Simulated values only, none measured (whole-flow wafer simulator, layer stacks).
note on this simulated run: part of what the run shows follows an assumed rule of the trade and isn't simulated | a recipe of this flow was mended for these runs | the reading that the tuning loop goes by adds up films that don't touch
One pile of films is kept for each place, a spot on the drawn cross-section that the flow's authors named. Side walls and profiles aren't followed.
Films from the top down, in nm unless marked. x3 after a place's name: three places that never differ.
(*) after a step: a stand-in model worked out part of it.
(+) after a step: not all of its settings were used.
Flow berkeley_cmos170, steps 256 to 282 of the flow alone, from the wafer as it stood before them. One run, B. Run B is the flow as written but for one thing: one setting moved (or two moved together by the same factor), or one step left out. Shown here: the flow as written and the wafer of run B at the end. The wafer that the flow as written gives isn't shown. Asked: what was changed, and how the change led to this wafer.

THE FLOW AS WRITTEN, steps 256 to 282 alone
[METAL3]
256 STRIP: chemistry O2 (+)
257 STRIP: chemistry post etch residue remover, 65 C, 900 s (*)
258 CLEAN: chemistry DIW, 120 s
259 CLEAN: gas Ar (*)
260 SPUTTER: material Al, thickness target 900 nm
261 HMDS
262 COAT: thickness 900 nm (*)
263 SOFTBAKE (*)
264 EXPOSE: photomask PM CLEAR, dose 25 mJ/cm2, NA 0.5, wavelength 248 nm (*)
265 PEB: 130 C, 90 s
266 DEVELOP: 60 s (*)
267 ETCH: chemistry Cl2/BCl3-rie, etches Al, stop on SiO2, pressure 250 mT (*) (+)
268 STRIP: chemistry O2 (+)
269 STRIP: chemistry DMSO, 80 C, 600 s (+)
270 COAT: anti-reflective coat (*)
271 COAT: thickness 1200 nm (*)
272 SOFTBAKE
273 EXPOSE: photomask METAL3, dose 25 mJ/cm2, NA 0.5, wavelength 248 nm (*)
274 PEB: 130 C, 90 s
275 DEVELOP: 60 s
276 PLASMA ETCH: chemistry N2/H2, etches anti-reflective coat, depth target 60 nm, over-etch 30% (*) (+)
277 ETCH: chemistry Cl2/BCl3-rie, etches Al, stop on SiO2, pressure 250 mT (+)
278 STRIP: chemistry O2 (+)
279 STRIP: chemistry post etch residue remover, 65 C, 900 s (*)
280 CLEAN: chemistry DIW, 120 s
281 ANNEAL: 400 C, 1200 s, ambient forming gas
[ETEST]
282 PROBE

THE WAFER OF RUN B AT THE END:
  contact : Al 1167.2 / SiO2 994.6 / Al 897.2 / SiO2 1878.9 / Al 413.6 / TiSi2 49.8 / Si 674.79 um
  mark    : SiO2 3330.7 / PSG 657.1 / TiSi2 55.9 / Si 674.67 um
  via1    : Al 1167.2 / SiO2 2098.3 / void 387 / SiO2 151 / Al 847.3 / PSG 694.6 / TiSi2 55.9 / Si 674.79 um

The cause: step 260, SPUTTER: thickness target 1170 nm was run, where the flow has thickness target 900 nm.

How the change led to this, step by step:
  260 SPUTTER: material Al, thickness target 900 nm
      field, mark, sd_n and 9 more: Al +1170 (new film) (as written it would be: Al +900 (new film))
      via2: Al +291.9 (as written it would be: Al +259.4)
  262 COAT: thickness 900 nm (*)
      via2: KrF-resist +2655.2 (new film) (as written it would be: KrF-resist +2428.6 (new film))
  265 PEB: 130 C, 90 s
      via2: KrF-resist -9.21 (as written it would be: KrF-resist -7.55)
  267 ETCH: chemistry Cl2/BCl3-rie, etches Al, stop on SiO2, pressure 250 mT (*) (+)
      field, sd_n, spacer_n and 9 more: KrF-resist -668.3 (as written it would be: KrF-resist -533.3)
      mark: Al -1156.7 (all of it), SiO2 -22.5 (as written it would be: Al -886.7 (all of it), SiO2 -22.5)
  268 STRIP: chemistry O2 (+)
      field, spacer_n, gate_n: KrF-resist -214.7 (all of it) (as written it would be: KrF-resist -349.7 (all of it))
      sd_n: KrF-resist -214 (all of it) (as written it would be: KrF-resist -349 (all of it))
      (and at 8 more places)
  270 COAT: anti-reflective coat (*)
      via2: anti-reflective coat +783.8 (new film) (as written it would be: anti-reflective coat +671.1 (new film))
  271 COAT: thickness 1200 nm (*)
      m2: KrF-resist +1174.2 (new film) (as written it would be: KrF-resist +1207.4 (new film))
      via2: KrF-resist +2270.5 (new film) (as written it would be: KrF-resist +2189.1 (new film))
  274 PEB: 130 C, 90 s
      via2: KrF-resist -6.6 (as written it would be: KrF-resist -6.08)
  277 ETCH: chemistry Cl2/BCl3-rie, etches Al, stop on SiO2, pressure 250 mT (+)
      field, sd_n, spacer_n, gate_n, sd_p, spacer_p, gate_p: Al -1170 (all of it), SiO2 -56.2 (as written it would be: Al -900 (all of it), SiO2 -56.2)
      contact, m1, via1, m2, via2: KrF-resist -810 (as written it would be: KrF-resist -675)
      (and at 1 more place)
  278 STRIP: chemistry O2 (+)
      contact: KrF-resist -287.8 (all of it), anti-reflective coat -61 (all of it) (as written it would be: KrF-resist -424 (all of it), anti-reflective coat -61.1 (all of it))
      m1: KrF-resist -265.1 (all of it), anti-reflective coat -41.1 (all of it) (as written it would be: KrF-resist -423.6 (all of it), anti-reflective coat -40.9 (all of it))
      (and at 3 more places)
